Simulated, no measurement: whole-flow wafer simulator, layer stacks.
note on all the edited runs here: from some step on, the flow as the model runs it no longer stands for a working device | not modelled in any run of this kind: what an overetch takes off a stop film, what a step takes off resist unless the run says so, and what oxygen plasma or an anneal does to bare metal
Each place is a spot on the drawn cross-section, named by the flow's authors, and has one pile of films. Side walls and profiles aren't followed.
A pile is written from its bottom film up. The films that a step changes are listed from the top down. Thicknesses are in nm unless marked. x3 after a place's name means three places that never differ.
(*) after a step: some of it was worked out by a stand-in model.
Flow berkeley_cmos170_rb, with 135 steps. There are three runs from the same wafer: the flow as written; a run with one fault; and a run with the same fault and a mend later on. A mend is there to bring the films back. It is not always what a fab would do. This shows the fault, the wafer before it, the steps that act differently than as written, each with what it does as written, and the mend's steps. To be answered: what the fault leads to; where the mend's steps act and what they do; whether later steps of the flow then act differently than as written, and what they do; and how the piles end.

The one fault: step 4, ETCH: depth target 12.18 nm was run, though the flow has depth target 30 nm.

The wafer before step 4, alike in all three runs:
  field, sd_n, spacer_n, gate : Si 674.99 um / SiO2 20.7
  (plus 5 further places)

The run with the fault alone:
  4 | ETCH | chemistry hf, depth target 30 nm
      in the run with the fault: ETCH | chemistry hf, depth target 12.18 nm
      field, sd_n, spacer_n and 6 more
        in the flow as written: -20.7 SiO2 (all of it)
        in the run with the fault: -12.2 SiO2
  Later steps of the flow acting differently than as written:
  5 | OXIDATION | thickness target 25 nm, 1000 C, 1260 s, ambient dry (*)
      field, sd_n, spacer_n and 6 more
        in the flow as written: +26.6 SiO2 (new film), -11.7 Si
        in the run with the fault: +20.4 SiO2, -8.99 Si
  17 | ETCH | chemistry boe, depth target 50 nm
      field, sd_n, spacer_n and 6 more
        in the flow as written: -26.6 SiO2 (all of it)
        in the run with the fault: -28.9 SiO2 (all of it)
  At the end the piles are close to the flow's at the places that both follow, differing by at most 2% or 0.5 nm, whichever is larger.

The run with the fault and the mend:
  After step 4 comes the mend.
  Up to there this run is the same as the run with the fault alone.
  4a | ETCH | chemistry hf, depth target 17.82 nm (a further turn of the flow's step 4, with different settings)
      field, sd_n, spacer_n and 6 more
        -8.51 SiO2 (all of it)
  Every later step of the flow that is run acts as written at every place that is followed.
  At every place that both follow, the piles at the end match the flow's.
